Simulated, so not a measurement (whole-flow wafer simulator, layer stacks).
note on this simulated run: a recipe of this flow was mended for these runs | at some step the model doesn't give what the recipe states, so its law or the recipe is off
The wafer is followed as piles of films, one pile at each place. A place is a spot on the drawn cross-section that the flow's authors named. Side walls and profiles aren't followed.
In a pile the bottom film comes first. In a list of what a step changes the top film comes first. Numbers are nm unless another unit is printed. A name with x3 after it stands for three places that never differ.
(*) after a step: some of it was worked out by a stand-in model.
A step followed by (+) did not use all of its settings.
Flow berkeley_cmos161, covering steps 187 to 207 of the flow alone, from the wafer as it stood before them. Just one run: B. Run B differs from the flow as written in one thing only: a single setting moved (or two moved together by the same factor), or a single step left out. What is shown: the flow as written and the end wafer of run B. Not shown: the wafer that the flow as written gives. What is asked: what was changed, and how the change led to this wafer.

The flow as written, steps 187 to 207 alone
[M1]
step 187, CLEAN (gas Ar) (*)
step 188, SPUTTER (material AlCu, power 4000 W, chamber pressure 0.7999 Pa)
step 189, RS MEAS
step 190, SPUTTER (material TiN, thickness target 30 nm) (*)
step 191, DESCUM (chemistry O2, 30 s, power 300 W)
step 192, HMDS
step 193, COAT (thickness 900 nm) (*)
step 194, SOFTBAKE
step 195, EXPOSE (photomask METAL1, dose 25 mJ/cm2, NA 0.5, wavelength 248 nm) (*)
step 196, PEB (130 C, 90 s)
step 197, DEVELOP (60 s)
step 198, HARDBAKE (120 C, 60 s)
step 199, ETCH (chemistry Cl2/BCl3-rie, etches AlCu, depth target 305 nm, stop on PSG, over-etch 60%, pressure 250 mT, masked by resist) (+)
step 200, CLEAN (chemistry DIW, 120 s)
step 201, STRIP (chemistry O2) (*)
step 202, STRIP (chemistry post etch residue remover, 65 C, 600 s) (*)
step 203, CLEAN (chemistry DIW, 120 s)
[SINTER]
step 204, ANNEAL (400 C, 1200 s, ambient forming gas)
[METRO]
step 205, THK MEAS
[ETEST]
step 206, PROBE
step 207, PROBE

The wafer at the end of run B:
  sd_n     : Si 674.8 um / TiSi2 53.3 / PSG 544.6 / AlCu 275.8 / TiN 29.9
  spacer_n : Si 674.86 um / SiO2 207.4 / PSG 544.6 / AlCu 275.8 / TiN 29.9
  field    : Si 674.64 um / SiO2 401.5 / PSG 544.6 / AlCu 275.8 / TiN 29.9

The reason: step 199, ETCH: chemistry Cl2/BCl3-rie, etches AlCu, depth target 305 nm, stop on PSG, over-etch 60%, pressure 250 mT, masked by resist (+), was skipped.

Step by step, how the change led to this:
  step 201, STRIP (chemistry O2) (*)
      contact: -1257 KrF-resist (all of it) (in the flow as written it would be: -1013 KrF-resist (all of it))
      m1: -781.5 KrF-resist (all of it) (in the flow as written it would be: -537.5 KrF-resist (all of it))
Taking metal films that touch as one body, sd_n has 1 body; the flow as written gives 0 bodies.
Taking metal films that touch as one body, spacer_n has 1 body; the flow as written gives 0 bodies.
Taking metal films that touch as one body, field has 1 body; the flow as written gives 0 bodies.
